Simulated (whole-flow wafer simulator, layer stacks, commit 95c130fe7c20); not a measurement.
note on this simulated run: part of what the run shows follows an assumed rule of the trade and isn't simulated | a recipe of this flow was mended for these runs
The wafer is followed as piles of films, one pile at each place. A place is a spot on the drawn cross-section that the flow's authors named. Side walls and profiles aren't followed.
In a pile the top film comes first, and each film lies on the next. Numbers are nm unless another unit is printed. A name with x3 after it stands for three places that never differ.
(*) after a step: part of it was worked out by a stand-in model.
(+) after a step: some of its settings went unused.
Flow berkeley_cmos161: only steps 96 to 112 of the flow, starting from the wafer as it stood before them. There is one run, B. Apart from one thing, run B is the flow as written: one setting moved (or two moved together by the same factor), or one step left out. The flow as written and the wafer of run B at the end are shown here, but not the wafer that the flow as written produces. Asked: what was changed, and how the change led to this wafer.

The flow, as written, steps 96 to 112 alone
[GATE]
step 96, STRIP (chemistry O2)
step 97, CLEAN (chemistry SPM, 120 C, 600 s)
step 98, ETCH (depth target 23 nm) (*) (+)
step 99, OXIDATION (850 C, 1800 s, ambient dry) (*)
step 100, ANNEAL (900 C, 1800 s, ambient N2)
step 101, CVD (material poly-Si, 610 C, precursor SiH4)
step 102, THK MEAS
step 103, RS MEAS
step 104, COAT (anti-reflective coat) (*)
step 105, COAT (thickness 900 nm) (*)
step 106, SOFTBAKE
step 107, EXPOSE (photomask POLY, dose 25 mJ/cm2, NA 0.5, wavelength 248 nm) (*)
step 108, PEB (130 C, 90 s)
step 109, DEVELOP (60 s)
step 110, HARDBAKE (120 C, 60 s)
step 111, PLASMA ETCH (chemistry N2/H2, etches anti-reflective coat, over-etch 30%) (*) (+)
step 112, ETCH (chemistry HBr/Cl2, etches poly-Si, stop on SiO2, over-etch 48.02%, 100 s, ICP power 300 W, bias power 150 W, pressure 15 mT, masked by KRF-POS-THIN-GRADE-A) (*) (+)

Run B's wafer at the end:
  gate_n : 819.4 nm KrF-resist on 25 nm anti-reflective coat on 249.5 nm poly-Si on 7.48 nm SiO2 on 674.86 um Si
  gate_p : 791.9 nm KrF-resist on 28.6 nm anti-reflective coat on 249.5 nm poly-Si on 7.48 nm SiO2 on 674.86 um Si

What caused this: step 105, COAT: thickness 1110 nm was run, though the flow has thickness 900 nm.

The path from the change to this, step by step:
  step 105, COAT (thickness 900 nm) (*)
      field: +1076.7 KrF-resist (new film) (it would be, as written: +868.3 KrF-resist (new film))
      sd_n: +1119.6 KrF-resist (new film) (it would be, as written: +909.1 KrF-resist (new film))
      (and at 7 other places as well)
  step 108, PEB (130 C, 90 s)
      spacer_p, gate_p: -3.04 KrF-resist (it would be, as written: -2.41 KrF-resist)
      field: -2.63 KrF-resist (it would be, as written: -2.04 KrF-resist)
      (and at 6 other places as well)
  step 109, DEVELOP (60 s)
      field: -1074.1 KrF-resist (all of it) (it would be, as written: -866.3 KrF-resist (all of it))
      sd_n: -1116.9 KrF-resist (all of it) (it would be, as written: -907 KrF-resist (all of it))
      (and at 5 other places as well)
  step 110, HARDBAKE (120 C, 60 s)
      gate_n: -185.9 KrF-resist (it would be, as written: -153.6 KrF-resist)
      gate_p: -181 KrF-resist (it would be, as written: -148.8 KrF-resist)
